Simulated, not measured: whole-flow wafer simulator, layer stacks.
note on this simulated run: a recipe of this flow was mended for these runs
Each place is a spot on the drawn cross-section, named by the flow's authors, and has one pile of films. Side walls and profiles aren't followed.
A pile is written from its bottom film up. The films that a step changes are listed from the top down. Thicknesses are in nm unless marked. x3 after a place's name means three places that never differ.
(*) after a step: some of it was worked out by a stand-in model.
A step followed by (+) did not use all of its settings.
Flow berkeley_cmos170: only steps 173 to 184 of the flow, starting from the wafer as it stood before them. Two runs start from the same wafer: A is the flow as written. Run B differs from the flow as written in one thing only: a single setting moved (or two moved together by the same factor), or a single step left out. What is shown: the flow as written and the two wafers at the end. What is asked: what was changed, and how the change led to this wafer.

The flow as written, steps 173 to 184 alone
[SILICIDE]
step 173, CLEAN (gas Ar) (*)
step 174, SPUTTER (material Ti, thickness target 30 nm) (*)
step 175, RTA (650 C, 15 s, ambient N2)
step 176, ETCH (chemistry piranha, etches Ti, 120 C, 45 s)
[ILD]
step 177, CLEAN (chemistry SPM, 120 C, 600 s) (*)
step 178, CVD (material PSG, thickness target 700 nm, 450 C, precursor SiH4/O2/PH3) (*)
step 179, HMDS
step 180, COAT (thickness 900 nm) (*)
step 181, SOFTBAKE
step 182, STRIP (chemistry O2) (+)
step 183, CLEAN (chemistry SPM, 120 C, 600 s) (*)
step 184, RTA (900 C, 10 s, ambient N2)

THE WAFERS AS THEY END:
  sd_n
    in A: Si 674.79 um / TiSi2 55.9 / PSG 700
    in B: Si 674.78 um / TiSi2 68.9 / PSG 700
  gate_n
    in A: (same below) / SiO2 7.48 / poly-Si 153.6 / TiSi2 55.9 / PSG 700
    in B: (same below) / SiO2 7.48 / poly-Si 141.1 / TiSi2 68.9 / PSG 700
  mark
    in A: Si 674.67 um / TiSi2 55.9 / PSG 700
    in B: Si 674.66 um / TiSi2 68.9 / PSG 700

Cause: step 174, SPUTTER: thickness target 37 nm was run, though the flow has thickness target 30 nm; step 176, ETCH: 56 s was run, where the flow has 45 s.

How this came from the change, step by step:
  step 174, SPUTTER (material Ti, thickness target 30 nm) (*)
      field, mark, sd_n and 10 more: A Ti gains 30 (new film) | B Ti gains 37 (new film)
  step 175, RTA (650 C, 15 s, ambient N2)
      mark, sd_n, sd_p, contact, m1, via1, m2, via2: A Ti loses 23.4, TiSi first gains 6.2 (new film), TiSi2 C49 gains 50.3 (new film), Si loses 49 | B Ti loses 28.9, TiSi first gains 21.1 (new film), TiSi2 C49 gains 42.1 (new film), Si loses 51.5
      gate_n, gate_p: A Ti loses 23.4, TiSi first gains 6.2 (new film), TiSi2 C49 gains 50.3 (new film), poly-Si loses 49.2 | B Ti loses 28.9, TiSi first gains 21.1 (new film), TiSi2 C49 gains 42.1 (new film), poly-Si loses 51.7
  step 176, ETCH (chemistry piranha, etches Ti, 120 C, 45 s)
      mark, sd_n, gate_n and 7 more: A Ti loses 6.6 (all of it), TiSi first loses 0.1 | B Ti loses 8.14 (all of it), TiSi first loses 0.13
      field, spacer_n, spacer_p: A Ti loses 30 (all of it) | B Ti loses 37 (all of it)
  step 184, RTA (900 C, 10 s, ambient N2)
      mark, sd_n, sd_p, contact, m1, via1, m2, via2: A under 1 film: TiSi2 gains 55.9 (new film), TiSi first loses 6.09 (all of it), TiSi2 C49 loses 50.3 (all of it), Si loses 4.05 | B under 1 film: TiSi2 gains 68.9 (new film), TiSi first loses 20.9 (all of it), TiSi2 C49 loses 42.1 (all of it), Si loses 13.9
      gate_n, gate_p: A under 1 film: TiSi2 gains 55.9 (new film), TiSi first loses 6.09 (all of it), TiSi2 C49 loses 50.3 (all of it), poly-Si loses 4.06 | B under 1 film: TiSi2 gains 68.9 (new film), TiSi first loses 20.9 (all of it), TiSi2 C49 loses 42.1 (all of it), poly-Si loses 14
